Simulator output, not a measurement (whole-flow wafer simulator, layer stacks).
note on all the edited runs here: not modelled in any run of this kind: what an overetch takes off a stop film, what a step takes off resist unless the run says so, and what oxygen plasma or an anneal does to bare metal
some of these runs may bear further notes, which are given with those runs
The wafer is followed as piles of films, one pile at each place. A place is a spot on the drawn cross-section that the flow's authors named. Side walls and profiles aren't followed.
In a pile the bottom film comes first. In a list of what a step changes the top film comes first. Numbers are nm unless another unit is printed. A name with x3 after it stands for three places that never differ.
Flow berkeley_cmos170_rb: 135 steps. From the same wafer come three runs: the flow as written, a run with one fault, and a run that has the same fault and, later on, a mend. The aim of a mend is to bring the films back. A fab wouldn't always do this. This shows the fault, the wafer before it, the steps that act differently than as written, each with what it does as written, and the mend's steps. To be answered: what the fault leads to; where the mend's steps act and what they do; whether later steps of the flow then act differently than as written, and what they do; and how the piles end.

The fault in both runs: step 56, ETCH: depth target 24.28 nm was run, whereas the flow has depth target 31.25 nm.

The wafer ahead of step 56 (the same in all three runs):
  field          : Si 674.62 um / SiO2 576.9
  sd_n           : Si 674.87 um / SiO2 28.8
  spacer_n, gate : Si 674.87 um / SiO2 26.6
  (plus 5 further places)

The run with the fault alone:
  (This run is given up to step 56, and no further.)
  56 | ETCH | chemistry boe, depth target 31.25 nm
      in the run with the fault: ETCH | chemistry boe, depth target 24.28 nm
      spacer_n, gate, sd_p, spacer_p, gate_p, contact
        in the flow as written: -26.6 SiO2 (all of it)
        in the run with the fault: -24.3 SiO2
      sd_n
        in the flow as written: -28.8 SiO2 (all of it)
        in the run with the fault: -24.3 SiO2
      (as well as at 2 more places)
  Once step 56 is done, the piles at sd_n, spacer_n, gate, sd_p, spacer_p, gate_p, contact, m1 depart from the flow's by more than 2% or 0.5 nm, whichever is larger.
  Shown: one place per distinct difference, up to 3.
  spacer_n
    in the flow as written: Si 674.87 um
    in the run with the fault: Si 674.87 um / SiO2 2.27
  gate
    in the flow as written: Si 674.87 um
    in the run with the fault: Si 674.87 um / SiO2 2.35
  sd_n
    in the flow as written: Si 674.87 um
    in the run with the fault: Si 674.87 um / SiO2 4.49

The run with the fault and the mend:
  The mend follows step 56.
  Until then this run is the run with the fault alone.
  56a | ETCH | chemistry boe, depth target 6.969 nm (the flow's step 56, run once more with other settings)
      spacer_n, spacer_p, gate_p, contact
        -2.27 SiO2 (all of it)
      gate, sd_p
        -2.35 SiO2 (all of it)
      field
        -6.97 SiO2
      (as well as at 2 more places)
  None of the later steps of the flow differs from how it acts as written, at any place that is followed, by more than 2% or 0.5 nm, whichever is larger.
  The piles end the same as the flow's at every place that both follow.
